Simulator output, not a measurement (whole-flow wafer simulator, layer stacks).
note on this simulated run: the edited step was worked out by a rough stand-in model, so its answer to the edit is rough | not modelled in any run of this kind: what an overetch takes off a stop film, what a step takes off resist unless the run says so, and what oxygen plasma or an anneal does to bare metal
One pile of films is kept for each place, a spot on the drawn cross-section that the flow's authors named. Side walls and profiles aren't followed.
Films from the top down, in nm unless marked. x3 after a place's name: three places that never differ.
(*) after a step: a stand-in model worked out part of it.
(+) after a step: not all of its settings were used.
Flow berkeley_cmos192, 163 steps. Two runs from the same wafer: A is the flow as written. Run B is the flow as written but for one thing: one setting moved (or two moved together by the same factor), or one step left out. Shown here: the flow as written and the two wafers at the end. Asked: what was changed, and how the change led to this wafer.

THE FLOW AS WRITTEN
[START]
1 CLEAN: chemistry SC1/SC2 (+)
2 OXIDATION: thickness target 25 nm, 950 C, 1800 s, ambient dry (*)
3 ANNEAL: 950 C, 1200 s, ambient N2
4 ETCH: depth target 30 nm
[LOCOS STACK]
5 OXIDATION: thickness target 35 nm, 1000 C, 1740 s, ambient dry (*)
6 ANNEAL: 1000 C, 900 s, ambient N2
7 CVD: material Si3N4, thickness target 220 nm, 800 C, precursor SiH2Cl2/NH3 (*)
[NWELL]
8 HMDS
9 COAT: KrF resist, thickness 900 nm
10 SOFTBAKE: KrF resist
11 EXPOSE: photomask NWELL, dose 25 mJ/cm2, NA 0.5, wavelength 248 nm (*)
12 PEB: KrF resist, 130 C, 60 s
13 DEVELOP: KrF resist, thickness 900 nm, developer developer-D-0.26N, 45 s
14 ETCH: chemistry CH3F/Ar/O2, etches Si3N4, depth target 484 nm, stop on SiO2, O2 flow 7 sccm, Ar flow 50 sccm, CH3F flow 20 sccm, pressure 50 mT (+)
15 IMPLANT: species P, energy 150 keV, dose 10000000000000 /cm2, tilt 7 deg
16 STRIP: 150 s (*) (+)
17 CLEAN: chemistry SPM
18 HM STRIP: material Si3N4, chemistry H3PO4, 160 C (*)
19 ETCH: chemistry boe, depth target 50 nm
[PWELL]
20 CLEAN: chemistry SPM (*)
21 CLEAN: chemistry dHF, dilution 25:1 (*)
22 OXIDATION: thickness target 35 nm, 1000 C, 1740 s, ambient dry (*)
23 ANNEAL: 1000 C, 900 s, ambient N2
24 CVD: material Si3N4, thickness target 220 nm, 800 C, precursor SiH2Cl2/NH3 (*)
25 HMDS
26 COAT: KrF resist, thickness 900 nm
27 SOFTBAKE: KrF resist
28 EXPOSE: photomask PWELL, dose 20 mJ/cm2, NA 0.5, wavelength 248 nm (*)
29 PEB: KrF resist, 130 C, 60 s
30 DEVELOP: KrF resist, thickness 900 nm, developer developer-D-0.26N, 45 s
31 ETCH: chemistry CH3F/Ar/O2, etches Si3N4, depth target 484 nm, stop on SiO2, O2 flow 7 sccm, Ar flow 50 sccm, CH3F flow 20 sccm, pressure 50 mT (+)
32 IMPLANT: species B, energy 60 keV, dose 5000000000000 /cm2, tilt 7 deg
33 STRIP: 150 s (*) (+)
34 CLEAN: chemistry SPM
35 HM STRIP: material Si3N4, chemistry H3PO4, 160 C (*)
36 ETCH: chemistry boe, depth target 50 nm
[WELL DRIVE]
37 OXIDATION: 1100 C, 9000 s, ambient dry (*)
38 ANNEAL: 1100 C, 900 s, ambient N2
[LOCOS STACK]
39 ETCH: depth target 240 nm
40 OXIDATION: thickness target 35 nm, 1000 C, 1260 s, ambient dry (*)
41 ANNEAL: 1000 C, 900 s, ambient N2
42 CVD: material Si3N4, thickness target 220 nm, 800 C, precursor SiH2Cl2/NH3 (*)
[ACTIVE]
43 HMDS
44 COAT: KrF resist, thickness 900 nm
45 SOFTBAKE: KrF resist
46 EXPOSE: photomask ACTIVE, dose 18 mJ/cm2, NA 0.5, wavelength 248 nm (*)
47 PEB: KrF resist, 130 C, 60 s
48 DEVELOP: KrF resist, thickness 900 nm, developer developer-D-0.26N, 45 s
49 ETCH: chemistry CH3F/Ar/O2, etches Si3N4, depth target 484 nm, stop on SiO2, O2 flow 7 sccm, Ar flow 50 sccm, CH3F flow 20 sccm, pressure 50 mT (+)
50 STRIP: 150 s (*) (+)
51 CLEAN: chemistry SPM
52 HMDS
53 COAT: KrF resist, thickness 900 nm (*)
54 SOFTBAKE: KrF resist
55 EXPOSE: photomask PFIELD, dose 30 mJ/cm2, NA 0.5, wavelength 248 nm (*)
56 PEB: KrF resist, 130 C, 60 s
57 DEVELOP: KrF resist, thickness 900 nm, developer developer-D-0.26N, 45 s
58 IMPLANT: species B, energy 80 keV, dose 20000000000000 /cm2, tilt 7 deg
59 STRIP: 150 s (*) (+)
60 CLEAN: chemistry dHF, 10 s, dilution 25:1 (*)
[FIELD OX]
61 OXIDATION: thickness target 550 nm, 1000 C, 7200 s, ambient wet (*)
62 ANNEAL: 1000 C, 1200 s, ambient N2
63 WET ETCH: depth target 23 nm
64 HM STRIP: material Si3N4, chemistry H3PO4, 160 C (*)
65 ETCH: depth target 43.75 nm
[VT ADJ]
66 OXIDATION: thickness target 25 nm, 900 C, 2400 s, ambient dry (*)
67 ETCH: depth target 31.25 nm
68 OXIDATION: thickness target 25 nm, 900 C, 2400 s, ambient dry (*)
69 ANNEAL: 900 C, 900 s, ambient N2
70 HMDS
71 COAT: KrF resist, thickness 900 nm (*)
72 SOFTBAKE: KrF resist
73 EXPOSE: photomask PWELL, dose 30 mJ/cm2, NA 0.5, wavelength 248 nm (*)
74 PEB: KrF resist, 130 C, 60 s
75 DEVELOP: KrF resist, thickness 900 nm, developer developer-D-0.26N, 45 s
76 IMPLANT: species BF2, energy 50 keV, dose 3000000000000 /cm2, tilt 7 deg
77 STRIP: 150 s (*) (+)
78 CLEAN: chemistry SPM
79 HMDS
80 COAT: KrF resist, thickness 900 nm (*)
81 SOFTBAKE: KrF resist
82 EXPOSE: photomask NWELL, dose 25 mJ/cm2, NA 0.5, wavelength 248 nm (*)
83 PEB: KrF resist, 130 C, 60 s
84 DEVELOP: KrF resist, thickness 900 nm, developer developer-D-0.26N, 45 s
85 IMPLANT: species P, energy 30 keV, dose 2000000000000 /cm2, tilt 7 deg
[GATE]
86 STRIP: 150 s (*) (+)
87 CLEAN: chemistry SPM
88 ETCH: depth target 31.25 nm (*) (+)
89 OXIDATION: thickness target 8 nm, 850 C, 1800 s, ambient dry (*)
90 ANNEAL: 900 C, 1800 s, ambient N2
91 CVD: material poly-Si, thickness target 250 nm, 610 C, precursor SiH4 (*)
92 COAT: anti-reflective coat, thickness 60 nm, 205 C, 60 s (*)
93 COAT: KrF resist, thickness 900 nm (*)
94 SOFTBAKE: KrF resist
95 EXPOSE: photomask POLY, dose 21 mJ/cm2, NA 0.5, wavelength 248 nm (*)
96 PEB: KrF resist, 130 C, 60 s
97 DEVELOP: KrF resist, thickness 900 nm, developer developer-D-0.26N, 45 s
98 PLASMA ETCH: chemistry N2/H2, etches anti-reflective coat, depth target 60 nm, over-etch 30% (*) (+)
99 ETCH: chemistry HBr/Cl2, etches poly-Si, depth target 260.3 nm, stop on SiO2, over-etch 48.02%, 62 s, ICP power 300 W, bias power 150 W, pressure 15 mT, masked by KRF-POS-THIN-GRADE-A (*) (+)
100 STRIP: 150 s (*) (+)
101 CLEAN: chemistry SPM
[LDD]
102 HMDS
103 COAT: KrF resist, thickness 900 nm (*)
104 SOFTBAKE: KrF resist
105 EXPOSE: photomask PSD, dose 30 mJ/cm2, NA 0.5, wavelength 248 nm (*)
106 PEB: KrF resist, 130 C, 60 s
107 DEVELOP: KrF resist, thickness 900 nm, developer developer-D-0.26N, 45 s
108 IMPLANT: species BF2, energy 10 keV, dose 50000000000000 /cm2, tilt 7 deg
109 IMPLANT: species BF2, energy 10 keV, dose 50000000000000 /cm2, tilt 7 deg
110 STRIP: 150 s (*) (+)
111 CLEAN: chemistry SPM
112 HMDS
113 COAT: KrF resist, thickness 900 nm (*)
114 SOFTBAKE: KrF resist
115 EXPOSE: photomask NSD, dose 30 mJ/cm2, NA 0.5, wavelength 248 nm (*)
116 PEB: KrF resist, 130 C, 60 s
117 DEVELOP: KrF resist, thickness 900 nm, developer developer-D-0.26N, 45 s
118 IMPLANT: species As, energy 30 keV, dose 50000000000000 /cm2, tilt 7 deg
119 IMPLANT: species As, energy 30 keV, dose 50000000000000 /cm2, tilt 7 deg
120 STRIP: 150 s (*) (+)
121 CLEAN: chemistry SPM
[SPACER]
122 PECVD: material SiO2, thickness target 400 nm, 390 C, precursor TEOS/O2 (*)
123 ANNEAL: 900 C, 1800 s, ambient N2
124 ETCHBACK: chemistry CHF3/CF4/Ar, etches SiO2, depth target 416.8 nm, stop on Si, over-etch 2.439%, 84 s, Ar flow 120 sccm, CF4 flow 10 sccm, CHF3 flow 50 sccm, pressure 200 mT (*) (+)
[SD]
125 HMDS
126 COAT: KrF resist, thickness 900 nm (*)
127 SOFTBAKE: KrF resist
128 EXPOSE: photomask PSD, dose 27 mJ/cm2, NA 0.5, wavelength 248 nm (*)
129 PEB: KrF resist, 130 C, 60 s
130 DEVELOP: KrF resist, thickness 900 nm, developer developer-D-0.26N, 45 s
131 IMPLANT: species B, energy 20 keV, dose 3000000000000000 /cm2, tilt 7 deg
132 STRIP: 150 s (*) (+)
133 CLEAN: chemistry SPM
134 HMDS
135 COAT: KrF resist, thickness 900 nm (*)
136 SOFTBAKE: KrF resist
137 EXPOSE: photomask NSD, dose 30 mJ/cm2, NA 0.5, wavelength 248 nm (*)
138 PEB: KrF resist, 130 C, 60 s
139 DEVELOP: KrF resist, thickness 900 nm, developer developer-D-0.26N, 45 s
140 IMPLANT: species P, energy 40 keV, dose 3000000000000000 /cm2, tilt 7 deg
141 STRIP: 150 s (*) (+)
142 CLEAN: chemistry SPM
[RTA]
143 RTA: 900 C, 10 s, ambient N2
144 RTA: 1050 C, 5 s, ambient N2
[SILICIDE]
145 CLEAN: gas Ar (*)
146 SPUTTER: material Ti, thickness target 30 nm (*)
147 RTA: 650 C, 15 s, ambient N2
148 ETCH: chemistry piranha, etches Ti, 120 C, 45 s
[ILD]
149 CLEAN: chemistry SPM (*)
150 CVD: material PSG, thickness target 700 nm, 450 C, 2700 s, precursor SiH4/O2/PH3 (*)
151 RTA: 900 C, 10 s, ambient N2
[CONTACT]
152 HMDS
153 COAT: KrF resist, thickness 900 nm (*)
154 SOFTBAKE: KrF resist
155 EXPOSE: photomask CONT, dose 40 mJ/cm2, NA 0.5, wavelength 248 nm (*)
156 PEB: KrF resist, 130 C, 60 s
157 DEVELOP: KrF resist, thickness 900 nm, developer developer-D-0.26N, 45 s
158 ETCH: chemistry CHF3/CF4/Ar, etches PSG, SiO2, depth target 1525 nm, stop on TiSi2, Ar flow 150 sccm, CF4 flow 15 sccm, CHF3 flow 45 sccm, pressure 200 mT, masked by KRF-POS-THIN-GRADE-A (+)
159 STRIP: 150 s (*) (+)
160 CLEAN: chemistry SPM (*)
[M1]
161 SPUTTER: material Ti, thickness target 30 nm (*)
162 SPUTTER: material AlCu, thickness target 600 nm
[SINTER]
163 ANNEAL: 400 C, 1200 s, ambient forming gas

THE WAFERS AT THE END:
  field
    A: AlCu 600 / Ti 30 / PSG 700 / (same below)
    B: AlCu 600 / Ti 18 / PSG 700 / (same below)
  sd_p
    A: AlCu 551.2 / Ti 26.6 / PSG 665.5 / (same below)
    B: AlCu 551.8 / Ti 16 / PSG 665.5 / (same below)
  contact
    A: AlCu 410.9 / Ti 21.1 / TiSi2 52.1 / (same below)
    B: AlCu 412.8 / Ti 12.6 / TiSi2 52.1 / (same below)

The cause: step 161, SPUTTER: thickness target 18 nm was run, where the flow has thickness target 30 nm.
It can be read off the wafer: field has Ti 18, and step 161 as written asks for 30 nm.

How the change led to this, step by step:
  161 SPUTTER: material Ti, thickness target 30 nm (*)
      field, sd_n, spacer_n, gate, spacer_p, gate_p, m1: A Ti +30 (new film) | B Ti +18 (new film)
      sd_p: A Ti +26.6 (new film) | B Ti +16 (new film)
      (and at 1 more place)
